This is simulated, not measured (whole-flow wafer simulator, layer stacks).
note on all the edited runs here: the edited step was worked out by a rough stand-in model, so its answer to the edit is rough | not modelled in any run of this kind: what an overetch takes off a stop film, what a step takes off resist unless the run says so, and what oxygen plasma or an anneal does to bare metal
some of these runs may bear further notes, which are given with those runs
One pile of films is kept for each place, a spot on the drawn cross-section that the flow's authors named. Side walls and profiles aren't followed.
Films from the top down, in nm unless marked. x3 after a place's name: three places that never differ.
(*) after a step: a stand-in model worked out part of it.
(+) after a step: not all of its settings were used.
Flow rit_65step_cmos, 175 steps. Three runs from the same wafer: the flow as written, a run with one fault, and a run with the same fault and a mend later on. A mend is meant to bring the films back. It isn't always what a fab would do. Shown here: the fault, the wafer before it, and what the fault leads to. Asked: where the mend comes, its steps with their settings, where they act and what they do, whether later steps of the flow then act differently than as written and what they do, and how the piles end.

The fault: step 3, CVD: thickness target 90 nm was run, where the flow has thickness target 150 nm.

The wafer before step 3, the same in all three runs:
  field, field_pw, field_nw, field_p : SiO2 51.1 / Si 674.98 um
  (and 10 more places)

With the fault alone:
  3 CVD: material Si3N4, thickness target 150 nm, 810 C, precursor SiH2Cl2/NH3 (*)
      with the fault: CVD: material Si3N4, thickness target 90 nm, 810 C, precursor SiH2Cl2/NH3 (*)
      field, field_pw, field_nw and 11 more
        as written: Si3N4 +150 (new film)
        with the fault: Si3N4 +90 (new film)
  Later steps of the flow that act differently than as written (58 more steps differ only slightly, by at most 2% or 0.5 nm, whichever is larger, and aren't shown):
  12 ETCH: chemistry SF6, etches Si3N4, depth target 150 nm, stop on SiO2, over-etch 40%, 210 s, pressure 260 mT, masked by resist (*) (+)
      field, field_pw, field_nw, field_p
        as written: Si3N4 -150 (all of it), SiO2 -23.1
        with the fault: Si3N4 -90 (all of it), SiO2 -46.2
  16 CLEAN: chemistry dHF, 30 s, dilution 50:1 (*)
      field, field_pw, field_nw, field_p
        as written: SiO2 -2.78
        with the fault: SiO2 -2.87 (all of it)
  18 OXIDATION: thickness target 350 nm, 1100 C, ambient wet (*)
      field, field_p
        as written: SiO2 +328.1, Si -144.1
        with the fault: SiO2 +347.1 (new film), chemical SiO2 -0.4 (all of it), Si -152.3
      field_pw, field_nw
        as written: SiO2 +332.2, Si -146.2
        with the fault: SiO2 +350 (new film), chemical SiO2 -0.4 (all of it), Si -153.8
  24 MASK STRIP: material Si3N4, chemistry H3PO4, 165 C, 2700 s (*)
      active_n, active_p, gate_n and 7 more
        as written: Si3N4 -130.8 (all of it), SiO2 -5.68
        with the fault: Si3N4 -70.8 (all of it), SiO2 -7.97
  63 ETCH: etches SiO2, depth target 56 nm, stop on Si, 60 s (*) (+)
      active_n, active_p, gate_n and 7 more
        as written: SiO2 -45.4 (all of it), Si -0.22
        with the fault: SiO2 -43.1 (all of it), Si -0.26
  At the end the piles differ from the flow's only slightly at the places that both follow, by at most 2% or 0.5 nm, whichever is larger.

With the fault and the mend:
  The mend comes after step 4.
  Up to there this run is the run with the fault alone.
  4a CVD: material Si3N4, thickness target 60 nm, 810 C, precursor SiH2Cl2/NH3 (*) (the flow's step 3 once more, with other settings)
      field, field_pw, field_nw and 11 more
        Si3N4 +60
  No later step of the flow acts differently than as written at any place that is followed.
  At the end the piles are the same as the flow's at every place that both follow.
